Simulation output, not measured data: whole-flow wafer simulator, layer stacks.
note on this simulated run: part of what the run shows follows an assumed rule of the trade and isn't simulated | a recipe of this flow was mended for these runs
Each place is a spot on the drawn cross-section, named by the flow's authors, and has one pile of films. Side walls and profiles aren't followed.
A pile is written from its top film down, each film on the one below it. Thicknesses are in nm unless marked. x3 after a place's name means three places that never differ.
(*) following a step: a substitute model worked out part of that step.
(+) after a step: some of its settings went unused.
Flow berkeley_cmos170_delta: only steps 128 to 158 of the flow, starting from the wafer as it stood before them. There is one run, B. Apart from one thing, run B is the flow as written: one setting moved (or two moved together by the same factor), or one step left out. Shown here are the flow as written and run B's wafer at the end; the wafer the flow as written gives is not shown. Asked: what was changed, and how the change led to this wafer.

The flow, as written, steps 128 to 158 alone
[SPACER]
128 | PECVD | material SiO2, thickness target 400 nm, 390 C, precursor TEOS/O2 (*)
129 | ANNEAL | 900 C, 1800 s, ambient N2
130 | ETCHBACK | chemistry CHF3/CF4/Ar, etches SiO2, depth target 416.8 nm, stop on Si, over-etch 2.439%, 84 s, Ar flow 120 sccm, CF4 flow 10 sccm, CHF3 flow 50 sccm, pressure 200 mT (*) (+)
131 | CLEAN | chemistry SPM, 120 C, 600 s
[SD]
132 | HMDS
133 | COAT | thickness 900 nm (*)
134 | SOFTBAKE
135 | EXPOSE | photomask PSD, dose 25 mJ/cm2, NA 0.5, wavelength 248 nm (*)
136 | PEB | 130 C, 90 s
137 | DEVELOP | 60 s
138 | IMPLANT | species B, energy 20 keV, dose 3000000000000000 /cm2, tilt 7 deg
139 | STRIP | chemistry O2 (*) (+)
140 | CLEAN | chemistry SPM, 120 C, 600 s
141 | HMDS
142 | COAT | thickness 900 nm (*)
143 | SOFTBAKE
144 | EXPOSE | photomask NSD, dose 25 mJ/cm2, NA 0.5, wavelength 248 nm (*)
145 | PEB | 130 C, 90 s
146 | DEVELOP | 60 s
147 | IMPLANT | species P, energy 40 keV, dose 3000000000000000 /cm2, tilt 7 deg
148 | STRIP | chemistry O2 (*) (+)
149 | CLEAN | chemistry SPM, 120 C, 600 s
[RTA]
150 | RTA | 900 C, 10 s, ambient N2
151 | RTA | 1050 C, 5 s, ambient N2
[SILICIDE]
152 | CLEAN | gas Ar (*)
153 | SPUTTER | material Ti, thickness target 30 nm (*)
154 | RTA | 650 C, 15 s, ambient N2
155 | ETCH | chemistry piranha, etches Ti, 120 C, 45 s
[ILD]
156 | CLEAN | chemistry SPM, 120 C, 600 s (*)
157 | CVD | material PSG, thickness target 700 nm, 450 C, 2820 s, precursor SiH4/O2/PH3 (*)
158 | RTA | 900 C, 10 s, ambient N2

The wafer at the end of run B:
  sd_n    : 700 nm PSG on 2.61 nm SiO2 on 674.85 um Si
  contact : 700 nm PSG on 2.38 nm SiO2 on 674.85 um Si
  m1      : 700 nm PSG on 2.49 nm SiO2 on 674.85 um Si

The reason: step 128, PECVD: thickness target 429 nm was run, though the flow has thickness target 400 nm.

The path from the change to this, step by step:
  128 | PECVD | material SiO2, thickness target 400 nm, 390 C, precursor TEOS/O2 (*)
      field, sd_n, contact, m1: SiO2 gains 429 (in the flow as written it would be: SiO2 gains 400)
      spacer_n, sd_p, spacer_p: SiO2 gains 411.4 (in the flow as written it would be: SiO2 gains 383.7)
      (and at 2 other places as well)
  130 | ETCHBACK | chemistry CHF3/CF4/Ar, etches SiO2, depth target 416.8 nm, stop on Si, over-etch 2.439%, 84 s, Ar flow 120 sccm, CF4 flow 10 sccm, CHF3 flow 50 sccm, pressure 200 mT (*) (+)
      sd_n: SiO2 loses 427 (in the flow as written it would be: SiO2 loses 406 (all of it), Si loses 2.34)
      gate: SiO2 loses 427 (in the flow as written it would be: SiO2 loses 400 (all of it), chemical SiO2 loses 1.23 (all of it), poly-Si loses 2.34)
      (and at 4 other places as well)
  131 | CLEAN | chemistry SPM, 120 C, 600 s
      sd_n, contact, m1: nothing (in the flow as written it would be: chemical SiO2 gains 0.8 (new film), Si loses 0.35)
      gate, gate_p: nothing (in the flow as written it would be: chemical SiO2 gains 0.8 (new film), poly-Si loses 0.35)
  133 | COAT | thickness 900 nm (*)
      gate: KrF-resist gains 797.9 (new film) (in the flow as written it would be: KrF-resist gains 780.9 (new film))
  139 | STRIP | chemistry O2 (*) (+)
      gate: KrF-resist loses 781.2 (all of it) (in the flow as written it would be: KrF-resist loses 764.3 (all of it), chemical SiO2 gains 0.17, poly-Si loses 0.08)
  142 | COAT | thickness 900 nm (*)
      gate: KrF-resist gains 797.9 (new film) (in the flow as written it would be: KrF-resist gains 780.9 (new film))
  146 | DEVELOP | 60 s
      gate: KrF-resist loses 796.2 (all of it) (in the flow as written it would be: KrF-resist loses 779.2 (all of it))
  152 | CLEAN | gas Ar (*)
      sd_n, contact, m1: SiO2 loses 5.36 (in the flow as written it would be: chemical SiO2 loses 1.24 (all of it))
      gate: SiO2 loses 2 (all of it), chemical SiO2 loses 1.23 (all of it), poly-Si loses 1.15 (in the flow as written it would be: chemical SiO2 loses 1.24 (all of it), poly-Si loses 2.24)
      (and at 1 other place as well)
  154 | RTA | 650 C, 15 s, ambient N2
      sd_n, contact, m1: nothing (in the flow as written it would be: Ti loses 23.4, TiSi first gains 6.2 (new film), TiSi2 C49 gains 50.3 (new film), Si loses 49)
      sd_p: Ti loses 21.1, TiSi first gains 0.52 (new film), TiSi2 C49 gains 52.9 (new film), Si loses 47.6 (in the flow as written it would be: Ti loses 21.5, TiSi first gains 1.37 (new film), TiSi2 C49 gains 52.5 (new film), Si loses 47.8)
  155 | ETCH | chemistry piranha, etches Ti, 120 C, 45 s
      sd_n, contact, m1: Ti loses 30 (all of it) (in the flow as written it would be: Ti loses 6.6 (all of it), TiSi first loses 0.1)
  158 | RTA | 900 C, 10 s, ambient N2
      sd_n, contact, m1: nothing (in the flow as written it would be: under 1 film: TiSi2 gains 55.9 (new film), TiSi first loses 6.09 (all of it), TiSi2 C49 loses 50.3 (all of it), Si loses 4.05)
      sd_p: under 1 film: TiSi2 gains 50.4 (new film), TiSi first loses 0.42 (all of it), TiSi2 C49 loses 52.9 (all of it), Si loses 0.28 (in the flow as written it would be: under 1 film: TiSi2 gains 51.3 (new film), TiSi first loses 1.27 (all of it), TiSi2 C49 loses 52.5 (all of it), Si loses 0.84)
